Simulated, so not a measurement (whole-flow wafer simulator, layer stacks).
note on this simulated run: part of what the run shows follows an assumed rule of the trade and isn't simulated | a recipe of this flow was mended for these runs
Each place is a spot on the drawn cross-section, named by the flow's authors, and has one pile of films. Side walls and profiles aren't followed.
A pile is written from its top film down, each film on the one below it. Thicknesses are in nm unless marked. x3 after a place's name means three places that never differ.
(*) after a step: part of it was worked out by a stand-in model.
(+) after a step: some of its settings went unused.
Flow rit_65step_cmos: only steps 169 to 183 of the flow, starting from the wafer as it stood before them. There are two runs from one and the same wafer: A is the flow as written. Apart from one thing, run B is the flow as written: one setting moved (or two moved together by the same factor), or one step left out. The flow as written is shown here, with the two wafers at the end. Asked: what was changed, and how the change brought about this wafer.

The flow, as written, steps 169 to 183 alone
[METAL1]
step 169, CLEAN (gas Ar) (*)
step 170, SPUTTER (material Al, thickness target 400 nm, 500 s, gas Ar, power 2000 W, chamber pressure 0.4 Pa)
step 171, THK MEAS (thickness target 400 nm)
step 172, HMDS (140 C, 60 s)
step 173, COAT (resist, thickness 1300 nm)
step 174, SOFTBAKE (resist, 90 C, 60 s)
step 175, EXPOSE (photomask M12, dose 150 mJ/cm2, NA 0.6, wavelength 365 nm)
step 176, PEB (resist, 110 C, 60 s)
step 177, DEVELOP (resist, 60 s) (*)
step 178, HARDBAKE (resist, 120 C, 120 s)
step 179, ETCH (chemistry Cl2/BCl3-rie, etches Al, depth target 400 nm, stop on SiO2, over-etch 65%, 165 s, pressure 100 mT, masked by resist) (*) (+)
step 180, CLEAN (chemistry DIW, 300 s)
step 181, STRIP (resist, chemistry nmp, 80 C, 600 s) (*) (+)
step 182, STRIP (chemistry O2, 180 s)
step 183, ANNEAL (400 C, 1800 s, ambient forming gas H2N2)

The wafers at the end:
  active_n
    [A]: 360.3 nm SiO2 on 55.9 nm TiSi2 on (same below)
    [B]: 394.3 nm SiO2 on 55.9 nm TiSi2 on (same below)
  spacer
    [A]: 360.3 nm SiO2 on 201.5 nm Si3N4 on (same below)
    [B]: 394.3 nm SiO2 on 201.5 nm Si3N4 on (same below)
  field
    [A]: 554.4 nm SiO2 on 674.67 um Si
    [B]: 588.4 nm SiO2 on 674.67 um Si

What caused this: step 170, SPUTTER: thickness target 672 nm was run, while the flow as written has thickness target 400 nm; step 170, SPUTTER: 841 s was run, where the flow has 500 s.

Step by step, how the change led to this:
  step 170, SPUTTER (material Al, thickness target 400 nm, 500 s, gas Ar, power 2000 W, chamber pressure 0.4 Pa)
      field, field_pw, field_nw and 10 more: A +400 Al (new film) | B +672 Al (new film)
      contact: A +255.4 Al (new film) | B +400.1 Al (new film)
  step 173, COAT (resist, thickness 1300 nm)
      contact: A +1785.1 resist (new film) | B +1922.6 resist (new film)
  step 176, PEB (resist, 110 C, 60 s)
      contact: A -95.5 resist | B -103.3 resist
  step 178, HARDBAKE (resist, 120 C, 120 s)
      contact: A -62.1 resist | B -67.6 resist
  step 179, ETCH (chemistry Cl2/BCl3-rie, etches Al, depth target 400 nm, stop on SiO2, over-etch 65%, 165 s, pressure 100 mT, masked by resist) (*) (+)
      field, field_pw, field_nw and 9 more: A -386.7 Al (all of it), -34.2 SiO2 | B -658.7 Al (all of it), -0.17 SiO2
  step 181, STRIP (resist, chemistry nmp, 80 C, 600 s) (*) (+)
      contact: A -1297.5 resist (all of it) | B -1421.7 resist (all of it)
